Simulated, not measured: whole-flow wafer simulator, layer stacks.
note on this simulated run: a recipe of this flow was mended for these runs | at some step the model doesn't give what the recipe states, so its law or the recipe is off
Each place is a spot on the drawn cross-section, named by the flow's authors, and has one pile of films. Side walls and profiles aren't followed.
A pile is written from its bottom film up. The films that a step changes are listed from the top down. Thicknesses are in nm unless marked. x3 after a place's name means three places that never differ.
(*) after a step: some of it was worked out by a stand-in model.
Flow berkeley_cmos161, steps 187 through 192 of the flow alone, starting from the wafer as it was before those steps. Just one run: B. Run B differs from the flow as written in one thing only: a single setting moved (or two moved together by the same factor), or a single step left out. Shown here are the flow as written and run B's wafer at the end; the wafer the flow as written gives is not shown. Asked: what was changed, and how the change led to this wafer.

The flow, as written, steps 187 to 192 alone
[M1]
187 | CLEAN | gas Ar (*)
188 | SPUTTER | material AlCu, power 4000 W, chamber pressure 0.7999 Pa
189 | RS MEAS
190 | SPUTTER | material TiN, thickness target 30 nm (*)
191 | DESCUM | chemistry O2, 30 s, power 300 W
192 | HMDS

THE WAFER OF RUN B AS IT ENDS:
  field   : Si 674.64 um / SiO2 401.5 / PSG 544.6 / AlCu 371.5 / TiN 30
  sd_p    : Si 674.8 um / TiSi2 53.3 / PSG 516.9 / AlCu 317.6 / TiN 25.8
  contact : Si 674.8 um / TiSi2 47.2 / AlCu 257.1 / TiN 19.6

The reason: step 188, SPUTTER: power 5440 W was run, though the flow has power 4000 W.

How this came from the change, step by step:
  188 | SPUTTER | material AlCu, power 4000 W, chamber pressure 0.7999 Pa
      field, sd_n, spacer_n, gate_n, spacer_p, gate_p, m1: +371.5 AlCu (new film) (it would be, as written: +275.8 AlCu (new film))
      sd_p: +317.6 AlCu (new film) (it would be, as written: +235.4 AlCu (new film))
      (as well as at 1 more place)
  190 | SPUTTER | material TiN, thickness target 30 nm (*)
      contact: +19.6 TiN (new film) (it would be, as written: +20.6 TiN (new film))
